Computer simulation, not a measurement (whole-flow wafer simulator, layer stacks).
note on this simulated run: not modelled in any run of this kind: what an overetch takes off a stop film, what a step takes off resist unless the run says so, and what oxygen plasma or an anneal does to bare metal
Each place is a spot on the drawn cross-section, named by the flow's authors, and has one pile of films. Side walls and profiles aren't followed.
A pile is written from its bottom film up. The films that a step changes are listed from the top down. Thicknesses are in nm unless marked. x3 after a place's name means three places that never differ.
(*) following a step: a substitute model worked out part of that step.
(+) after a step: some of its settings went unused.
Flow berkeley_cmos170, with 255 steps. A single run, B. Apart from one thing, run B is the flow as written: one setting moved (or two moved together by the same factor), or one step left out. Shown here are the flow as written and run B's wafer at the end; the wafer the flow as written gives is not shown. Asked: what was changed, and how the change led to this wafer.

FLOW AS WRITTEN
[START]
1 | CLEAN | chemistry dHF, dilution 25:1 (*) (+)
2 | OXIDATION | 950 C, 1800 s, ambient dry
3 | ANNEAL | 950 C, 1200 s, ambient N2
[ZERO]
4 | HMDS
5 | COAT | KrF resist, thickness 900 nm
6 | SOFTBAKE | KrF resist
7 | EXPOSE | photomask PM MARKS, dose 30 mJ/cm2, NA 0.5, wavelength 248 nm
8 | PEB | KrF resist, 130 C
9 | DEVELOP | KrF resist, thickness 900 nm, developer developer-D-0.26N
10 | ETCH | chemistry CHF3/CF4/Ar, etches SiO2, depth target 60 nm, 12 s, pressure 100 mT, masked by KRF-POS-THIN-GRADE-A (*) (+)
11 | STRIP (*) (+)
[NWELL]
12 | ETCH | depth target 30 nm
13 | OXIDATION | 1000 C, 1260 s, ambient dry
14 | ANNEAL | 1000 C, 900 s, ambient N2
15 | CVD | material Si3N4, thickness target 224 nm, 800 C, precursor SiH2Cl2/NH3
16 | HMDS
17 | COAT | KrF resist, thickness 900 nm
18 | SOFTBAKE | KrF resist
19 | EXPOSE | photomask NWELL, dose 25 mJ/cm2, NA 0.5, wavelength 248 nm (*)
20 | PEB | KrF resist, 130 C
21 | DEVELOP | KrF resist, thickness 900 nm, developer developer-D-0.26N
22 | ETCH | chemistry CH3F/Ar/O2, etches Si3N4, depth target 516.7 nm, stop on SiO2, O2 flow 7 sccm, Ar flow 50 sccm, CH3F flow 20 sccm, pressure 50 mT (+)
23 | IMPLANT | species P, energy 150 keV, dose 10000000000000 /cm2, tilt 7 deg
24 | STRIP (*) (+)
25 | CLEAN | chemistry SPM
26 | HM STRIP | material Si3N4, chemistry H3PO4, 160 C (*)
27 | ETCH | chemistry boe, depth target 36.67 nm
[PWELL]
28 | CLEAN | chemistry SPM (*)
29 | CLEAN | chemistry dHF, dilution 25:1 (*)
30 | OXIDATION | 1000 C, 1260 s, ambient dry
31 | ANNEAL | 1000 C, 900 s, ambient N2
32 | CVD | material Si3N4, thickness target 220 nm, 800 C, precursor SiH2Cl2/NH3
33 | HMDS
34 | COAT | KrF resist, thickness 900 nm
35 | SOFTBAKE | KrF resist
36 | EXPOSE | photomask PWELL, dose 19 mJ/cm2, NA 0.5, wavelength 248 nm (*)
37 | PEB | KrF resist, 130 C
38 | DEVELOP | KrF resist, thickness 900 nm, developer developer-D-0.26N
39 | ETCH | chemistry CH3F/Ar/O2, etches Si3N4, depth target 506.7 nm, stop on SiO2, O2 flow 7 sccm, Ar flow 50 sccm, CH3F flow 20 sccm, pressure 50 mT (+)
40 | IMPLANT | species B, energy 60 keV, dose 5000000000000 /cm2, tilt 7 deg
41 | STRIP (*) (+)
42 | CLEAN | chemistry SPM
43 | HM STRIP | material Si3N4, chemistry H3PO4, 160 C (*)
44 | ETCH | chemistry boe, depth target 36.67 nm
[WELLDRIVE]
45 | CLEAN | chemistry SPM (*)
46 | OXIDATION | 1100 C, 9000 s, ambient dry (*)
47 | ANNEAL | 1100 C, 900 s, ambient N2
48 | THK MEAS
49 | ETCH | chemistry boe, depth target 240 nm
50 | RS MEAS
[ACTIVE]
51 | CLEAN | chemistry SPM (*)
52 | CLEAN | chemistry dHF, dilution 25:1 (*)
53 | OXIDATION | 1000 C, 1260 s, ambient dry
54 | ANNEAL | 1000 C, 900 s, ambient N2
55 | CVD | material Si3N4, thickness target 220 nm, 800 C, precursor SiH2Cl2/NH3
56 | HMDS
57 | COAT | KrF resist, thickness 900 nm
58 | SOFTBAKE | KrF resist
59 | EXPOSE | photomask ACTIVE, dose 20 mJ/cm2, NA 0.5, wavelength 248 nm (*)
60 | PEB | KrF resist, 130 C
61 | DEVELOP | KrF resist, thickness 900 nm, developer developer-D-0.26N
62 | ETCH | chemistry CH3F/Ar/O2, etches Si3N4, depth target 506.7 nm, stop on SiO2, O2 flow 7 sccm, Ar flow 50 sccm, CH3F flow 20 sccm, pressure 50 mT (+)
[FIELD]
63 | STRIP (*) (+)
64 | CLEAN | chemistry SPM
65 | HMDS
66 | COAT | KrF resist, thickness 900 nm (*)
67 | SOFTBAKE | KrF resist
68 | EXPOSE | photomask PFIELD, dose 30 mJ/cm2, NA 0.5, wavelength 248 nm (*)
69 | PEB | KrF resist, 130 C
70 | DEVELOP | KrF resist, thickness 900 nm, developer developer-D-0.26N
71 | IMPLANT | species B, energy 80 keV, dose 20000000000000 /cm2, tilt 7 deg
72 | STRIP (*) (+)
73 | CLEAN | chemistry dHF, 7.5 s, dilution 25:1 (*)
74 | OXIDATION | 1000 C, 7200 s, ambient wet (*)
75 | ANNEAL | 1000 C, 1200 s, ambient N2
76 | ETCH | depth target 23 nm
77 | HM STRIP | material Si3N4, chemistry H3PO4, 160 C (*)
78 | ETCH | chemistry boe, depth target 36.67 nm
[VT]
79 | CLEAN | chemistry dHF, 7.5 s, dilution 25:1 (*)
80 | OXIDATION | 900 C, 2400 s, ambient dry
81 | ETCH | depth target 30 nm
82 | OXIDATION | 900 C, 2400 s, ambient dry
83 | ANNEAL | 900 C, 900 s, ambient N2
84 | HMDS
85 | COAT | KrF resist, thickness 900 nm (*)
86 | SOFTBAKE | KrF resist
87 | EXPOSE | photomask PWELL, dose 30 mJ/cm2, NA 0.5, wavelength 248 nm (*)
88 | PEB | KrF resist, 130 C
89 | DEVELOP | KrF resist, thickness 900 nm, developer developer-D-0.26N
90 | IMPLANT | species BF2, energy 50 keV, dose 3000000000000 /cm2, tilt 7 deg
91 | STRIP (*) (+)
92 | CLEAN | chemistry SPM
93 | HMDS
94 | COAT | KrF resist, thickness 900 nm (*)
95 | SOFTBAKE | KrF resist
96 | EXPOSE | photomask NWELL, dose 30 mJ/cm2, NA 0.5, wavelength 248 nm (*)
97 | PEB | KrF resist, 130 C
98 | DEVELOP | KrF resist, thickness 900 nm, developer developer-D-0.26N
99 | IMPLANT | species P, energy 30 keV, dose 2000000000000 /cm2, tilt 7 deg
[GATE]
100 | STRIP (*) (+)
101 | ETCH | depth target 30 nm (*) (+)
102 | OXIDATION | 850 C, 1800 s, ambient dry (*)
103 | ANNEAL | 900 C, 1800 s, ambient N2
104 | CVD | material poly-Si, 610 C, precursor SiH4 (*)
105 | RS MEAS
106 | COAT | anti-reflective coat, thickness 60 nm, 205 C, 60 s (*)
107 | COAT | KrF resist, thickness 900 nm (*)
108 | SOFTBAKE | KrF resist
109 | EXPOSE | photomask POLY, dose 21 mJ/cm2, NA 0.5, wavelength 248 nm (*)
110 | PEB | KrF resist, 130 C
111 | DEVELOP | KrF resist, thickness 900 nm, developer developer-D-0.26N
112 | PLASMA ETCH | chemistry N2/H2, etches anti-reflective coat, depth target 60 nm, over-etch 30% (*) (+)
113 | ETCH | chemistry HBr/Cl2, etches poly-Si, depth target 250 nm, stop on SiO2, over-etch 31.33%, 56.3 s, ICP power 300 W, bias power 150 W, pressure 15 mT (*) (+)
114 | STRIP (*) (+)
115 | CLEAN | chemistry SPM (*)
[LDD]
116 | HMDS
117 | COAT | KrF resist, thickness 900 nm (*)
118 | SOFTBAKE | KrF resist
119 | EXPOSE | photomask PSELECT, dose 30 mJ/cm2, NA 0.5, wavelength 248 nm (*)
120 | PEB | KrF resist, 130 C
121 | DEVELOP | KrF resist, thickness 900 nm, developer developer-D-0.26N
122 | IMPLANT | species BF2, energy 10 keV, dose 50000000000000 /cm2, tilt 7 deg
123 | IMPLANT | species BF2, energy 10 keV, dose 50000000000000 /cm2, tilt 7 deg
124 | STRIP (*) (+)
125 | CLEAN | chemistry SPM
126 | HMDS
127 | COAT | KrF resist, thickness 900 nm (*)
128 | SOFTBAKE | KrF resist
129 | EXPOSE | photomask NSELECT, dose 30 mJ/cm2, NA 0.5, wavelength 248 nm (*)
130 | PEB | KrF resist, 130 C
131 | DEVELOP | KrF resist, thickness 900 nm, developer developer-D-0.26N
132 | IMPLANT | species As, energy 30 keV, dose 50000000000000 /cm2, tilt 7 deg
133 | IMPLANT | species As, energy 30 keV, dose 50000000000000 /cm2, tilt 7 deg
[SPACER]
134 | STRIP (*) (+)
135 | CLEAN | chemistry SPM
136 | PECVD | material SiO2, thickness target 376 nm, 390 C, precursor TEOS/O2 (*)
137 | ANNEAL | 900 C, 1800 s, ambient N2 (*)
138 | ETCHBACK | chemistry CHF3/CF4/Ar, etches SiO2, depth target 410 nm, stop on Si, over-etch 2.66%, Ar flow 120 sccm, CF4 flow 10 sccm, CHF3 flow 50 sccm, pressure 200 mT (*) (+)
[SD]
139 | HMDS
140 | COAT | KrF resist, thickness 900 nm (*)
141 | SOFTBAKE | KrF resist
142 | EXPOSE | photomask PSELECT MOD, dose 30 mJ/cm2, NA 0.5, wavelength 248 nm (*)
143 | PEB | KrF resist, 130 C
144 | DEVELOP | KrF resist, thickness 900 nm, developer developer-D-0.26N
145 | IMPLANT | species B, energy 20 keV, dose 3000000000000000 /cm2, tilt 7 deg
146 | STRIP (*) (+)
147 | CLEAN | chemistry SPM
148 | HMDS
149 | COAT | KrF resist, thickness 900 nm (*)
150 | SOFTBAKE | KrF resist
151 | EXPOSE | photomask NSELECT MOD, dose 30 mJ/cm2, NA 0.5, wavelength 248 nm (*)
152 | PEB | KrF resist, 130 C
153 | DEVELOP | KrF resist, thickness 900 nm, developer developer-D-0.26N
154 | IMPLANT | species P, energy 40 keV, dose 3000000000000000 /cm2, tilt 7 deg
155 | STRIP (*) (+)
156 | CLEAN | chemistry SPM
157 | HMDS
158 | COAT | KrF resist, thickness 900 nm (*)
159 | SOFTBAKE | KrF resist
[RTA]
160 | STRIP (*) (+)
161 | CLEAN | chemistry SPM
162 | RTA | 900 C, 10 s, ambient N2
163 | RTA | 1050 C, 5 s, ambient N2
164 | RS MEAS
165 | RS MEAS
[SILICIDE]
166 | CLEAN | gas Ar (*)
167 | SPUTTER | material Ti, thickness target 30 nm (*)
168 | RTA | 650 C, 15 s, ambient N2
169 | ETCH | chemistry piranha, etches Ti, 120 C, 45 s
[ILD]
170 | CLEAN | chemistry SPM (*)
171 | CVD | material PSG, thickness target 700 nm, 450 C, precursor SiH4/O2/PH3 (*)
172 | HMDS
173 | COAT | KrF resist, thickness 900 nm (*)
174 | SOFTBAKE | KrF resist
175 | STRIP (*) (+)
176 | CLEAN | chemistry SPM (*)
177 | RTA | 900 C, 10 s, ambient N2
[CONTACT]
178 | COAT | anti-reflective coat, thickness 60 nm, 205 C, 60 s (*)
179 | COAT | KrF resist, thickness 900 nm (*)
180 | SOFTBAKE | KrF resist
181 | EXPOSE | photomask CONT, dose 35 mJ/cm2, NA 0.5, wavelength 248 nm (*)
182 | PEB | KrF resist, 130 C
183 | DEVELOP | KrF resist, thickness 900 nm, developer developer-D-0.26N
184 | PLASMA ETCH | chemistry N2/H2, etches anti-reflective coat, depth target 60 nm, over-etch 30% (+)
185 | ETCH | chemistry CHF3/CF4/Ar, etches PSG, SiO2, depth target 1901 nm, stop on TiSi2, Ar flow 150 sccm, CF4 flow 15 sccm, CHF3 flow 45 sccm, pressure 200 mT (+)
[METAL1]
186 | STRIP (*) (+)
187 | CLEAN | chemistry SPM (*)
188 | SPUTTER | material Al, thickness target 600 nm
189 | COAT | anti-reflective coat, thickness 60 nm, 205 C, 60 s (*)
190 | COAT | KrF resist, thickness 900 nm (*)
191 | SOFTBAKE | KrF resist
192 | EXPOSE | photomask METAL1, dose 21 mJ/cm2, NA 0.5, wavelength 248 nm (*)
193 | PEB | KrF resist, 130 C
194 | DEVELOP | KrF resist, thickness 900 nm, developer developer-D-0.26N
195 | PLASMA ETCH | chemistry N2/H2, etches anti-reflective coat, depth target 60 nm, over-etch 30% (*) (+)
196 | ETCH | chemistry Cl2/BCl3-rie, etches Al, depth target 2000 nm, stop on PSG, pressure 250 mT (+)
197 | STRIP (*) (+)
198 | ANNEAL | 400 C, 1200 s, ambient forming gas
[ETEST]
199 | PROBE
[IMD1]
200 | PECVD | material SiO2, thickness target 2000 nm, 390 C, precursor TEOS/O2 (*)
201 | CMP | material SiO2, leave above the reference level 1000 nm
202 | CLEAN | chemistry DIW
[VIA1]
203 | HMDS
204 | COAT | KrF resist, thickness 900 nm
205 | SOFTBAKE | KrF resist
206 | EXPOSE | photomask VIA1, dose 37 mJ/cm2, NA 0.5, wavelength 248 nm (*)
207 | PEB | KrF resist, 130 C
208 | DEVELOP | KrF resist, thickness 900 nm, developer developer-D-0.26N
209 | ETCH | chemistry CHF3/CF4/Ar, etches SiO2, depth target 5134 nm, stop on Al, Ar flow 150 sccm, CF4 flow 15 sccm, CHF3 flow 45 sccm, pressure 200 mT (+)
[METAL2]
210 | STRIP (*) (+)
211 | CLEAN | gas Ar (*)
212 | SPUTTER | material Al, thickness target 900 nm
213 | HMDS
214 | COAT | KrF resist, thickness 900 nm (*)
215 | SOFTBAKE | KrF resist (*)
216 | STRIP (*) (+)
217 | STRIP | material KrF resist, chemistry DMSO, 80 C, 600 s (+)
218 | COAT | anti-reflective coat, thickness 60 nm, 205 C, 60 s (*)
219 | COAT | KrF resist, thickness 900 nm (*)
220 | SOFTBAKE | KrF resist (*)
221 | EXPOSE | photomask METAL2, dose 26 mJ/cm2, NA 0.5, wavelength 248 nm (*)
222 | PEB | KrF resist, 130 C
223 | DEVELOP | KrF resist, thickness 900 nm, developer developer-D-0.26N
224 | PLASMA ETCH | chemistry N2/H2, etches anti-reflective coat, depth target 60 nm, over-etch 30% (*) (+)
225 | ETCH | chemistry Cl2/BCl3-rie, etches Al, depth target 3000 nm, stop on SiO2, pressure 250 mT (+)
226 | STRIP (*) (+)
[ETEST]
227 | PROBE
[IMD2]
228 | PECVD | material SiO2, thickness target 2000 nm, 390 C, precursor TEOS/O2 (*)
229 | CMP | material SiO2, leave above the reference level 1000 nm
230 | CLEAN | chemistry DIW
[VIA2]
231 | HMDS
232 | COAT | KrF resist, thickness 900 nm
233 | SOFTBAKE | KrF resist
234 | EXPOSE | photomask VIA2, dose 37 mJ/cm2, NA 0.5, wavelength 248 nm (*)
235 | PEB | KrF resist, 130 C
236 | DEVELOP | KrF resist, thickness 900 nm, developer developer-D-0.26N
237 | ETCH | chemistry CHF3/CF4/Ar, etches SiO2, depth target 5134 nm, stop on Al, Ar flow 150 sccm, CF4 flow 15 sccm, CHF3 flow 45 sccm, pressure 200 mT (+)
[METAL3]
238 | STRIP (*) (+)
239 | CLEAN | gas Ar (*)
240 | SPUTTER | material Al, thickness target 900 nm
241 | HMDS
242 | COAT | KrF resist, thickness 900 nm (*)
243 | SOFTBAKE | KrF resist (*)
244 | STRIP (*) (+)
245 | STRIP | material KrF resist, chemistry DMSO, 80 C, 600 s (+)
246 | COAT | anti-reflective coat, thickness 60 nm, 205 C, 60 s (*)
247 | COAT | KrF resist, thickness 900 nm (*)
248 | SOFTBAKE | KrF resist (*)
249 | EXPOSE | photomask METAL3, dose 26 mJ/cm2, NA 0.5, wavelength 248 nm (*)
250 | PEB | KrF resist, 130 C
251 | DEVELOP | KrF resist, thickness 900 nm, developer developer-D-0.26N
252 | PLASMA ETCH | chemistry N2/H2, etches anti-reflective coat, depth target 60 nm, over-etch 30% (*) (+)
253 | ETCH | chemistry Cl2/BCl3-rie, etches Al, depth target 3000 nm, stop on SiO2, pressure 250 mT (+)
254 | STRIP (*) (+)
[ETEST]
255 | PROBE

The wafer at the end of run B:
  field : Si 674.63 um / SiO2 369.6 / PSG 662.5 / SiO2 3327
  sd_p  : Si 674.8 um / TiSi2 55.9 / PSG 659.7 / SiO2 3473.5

Cause: step 76, ETCH: depth target 34 nm was run, whereas the flow has depth target 23 nm.

Step by step, how the change led to this:
  76 | ETCH | depth target 23 nm
      field: SiO2 loses 34 (in the flow as written it would be: SiO2 loses 23)
  106 | COAT | anti-reflective coat, thickness 60 nm, 205 C, 60 s (*)
      sd_n: anti-reflective coat gains 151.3 (new film) (in the flow as written it would be: anti-reflective coat gains 158.6 (new film))
      spacer_n: anti-reflective coat gains 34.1 (new film) (in the flow as written it would be: anti-reflective coat gains 31.5 (new film))
      (and at 4 other places as well)
  112 | PLASMA ETCH | chemistry N2/H2, etches anti-reflective coat, depth target 60 nm, over-etch 30% (*) (+)
      sd_n: anti-reflective coat loses 151.3 (all of it), poly-Si loses 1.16 (in the flow as written it would be: anti-reflective coat loses 158.6 (all of it), poly-Si loses 1.22)
      spacer_n: anti-reflective coat loses 34.1 (all of it), poly-Si loses 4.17 (in the flow as written it would be: anti-reflective coat loses 31.5 (all of it), poly-Si loses 4.48)
      (and at 2 other places as well)
  114 | STRIP (*) (+)
      gate_n: chemical SiO2 gains 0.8 (new film), KrF resist loses 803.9 (all of it), anti-reflective coat loses 30 (all of it), poly-Si loses 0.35 (in the flow as written it would be: chemical SiO2 gains 0.8 (new film), KrF resist loses 812.6 (all of it), anti-reflective coat loses 27.3 (all of it), poly-Si loses 0.35)
      gate_p: chemical SiO2 gains 0.8 (new film), KrF resist loses 776.5 (all of it), anti-reflective coat loses 31.5 (all of it), poly-Si loses 0.35 (in the flow as written it would be: chemical SiO2 gains 0.8 (new film), KrF resist loses 782.1 (all of it), anti-reflective coat loses 29.6 (all of it), poly-Si loses 0.35)
  178 | COAT | anti-reflective coat, thickness 60 nm, 205 C, 60 s (*)
      sd_n: anti-reflective coat gains 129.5 (new film) (in the flow as written it would be: anti-reflective coat gains 135.1 (new film))
      m2: anti-reflective coat gains 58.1 (new film) (in the flow as written it would be: anti-reflective coat gains 56.7 (new film))
  186 | STRIP (*) (+)
      sd_n: KrF resist loses 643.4 (all of it), anti-reflective coat loses 129.5 (all of it) (in the flow as written it would be: KrF resist loses 643.8 (all of it), anti-reflective coat loses 135.1 (all of it))
      m2: KrF resist loses 684.5 (all of it), anti-reflective coat loses 58.1 (all of it) (in the flow as written it would be: KrF resist loses 689 (all of it), anti-reflective coat loses 56.7 (all of it))
  189 | COAT | anti-reflective coat, thickness 60 nm, 205 C, 60 s (*)
      m2: anti-reflective coat gains 62.5 (new film) (in the flow as written it would be: anti-reflective coat gains 61.1 (new film))
  197 | STRIP (*) (+)
      m2: KrF resist loses 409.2 (all of it), anti-reflective coat loses 62.5 (all of it) (in the flow as written it would be: KrF resist loses 412.9 (all of it), anti-reflective coat loses 61.1 (all of it))
  201 | CMP | material SiO2, leave above the reference level 1000 nm
      field: SiO2 loses 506 (in the flow as written it would be: SiO2 loses 517)
